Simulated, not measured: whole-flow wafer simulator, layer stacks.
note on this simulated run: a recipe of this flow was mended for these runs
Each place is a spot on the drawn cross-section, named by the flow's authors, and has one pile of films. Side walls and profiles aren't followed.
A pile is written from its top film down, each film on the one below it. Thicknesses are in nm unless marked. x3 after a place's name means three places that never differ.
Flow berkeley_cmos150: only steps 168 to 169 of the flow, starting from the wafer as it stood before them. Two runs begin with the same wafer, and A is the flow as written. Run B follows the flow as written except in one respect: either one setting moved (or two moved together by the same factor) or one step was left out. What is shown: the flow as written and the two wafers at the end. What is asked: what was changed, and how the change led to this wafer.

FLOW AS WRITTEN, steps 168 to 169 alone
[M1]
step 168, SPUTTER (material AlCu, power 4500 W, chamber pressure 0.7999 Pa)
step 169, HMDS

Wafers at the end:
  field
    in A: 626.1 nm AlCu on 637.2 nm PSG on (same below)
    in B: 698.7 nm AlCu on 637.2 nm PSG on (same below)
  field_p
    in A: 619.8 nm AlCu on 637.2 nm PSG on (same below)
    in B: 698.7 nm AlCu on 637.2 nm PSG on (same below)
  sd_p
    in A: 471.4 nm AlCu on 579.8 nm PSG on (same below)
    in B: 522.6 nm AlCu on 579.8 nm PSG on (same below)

The reason: step 168, SPUTTER: power 5040 W was run, while the flow as written has power 4500 W.

Step by step, how the change led to this:
  step 168, SPUTTER (material AlCu, power 4500 W, chamber pressure 0.7999 Pa)
      field, sd_n, gate_n, gate_p, m1: A +626.1 AlCu (new film) | B +698.7 AlCu (new film)
      field_p: A +619.8 AlCu (new film) | B +698.7 AlCu (new film)
      (as well as at 2 more places)
